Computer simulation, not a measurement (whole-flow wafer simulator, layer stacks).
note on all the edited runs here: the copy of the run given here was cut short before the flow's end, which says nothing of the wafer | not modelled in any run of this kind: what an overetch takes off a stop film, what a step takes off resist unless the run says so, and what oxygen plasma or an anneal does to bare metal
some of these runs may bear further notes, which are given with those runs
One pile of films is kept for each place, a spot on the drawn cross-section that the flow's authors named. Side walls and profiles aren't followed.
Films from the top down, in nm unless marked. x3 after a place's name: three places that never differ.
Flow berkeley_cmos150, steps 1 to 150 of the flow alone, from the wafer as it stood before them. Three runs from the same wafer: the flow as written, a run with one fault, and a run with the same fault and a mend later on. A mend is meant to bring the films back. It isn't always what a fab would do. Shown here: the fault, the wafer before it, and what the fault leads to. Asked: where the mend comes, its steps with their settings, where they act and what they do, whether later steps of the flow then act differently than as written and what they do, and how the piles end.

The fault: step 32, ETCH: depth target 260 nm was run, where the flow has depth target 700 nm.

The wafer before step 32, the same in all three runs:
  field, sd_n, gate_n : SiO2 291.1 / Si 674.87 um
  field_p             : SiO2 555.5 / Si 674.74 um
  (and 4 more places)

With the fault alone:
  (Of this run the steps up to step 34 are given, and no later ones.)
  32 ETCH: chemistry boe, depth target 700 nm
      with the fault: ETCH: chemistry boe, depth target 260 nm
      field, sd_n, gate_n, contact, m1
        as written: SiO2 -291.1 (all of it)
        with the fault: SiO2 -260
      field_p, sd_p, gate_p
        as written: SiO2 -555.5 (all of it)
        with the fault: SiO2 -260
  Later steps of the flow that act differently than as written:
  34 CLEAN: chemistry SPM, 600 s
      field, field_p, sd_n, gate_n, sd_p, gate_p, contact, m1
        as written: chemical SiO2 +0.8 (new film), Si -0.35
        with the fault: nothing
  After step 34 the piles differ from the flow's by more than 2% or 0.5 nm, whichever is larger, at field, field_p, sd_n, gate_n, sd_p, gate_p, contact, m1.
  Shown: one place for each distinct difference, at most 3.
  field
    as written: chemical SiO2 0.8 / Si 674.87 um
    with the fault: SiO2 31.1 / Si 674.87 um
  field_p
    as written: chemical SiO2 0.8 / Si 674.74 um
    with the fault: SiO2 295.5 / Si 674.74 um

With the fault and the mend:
  The mend comes after step 33.
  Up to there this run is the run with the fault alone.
  33a ETCH: chemistry boe, depth target 440 nm (the flow's step 32 once more, with other settings)
      field, sd_n, gate_n, contact, m1
        SiO2 -31.1 (all of it)
      field_p, sd_p, gate_p
        SiO2 -295.5 (all of it)
  No later step of the flow acts differently than as written at any place that is followed.
  At the end the piles are the same as the flow's at every place that both follow.
